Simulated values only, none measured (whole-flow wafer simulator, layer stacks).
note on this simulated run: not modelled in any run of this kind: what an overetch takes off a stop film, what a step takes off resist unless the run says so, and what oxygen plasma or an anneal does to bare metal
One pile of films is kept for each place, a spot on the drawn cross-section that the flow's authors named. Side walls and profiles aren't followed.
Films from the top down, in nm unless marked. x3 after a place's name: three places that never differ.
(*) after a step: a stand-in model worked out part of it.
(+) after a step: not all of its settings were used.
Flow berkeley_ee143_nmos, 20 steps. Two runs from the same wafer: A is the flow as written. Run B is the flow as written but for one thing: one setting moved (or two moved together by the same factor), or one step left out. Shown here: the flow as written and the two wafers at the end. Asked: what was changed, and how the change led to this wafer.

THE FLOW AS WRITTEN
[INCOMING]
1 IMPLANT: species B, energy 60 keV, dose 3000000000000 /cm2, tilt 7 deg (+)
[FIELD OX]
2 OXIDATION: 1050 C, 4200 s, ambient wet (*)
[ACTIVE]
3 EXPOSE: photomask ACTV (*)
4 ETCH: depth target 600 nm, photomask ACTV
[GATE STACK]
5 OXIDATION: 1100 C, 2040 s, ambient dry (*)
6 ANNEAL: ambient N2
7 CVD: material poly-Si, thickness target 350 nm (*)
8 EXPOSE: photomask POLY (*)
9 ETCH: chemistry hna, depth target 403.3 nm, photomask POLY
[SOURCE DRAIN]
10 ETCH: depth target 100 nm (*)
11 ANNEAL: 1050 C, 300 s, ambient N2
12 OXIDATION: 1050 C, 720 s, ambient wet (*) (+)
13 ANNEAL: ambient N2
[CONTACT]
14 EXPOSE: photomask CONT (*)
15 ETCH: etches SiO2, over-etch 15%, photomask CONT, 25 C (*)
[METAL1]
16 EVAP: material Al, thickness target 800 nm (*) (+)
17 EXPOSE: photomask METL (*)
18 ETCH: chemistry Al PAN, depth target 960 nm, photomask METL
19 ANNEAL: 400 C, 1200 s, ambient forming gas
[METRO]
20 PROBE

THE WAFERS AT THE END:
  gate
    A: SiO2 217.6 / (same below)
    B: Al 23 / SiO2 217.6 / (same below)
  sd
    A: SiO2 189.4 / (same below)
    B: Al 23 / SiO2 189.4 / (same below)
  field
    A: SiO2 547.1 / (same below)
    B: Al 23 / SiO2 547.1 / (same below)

The cause: step 18, ETCH: depth target 777 nm was run, where the flow has depth target 960 nm.

How the change led to this, step by step:
  18 ETCH: chemistry Al PAN, depth target 960 nm, photomask METL
      gate, sd, field: A Al -800 (all of it) | B Al -777
Counting metal films that touch as one body, gate has 1 body; the flow as written gives 0 bodies.
Counting metal films that touch as one body, sd has 1 body; the flow as written gives 0 bodies.
Counting metal films that touch as one body, field has 1 body; the flow as written gives 0 bodies.
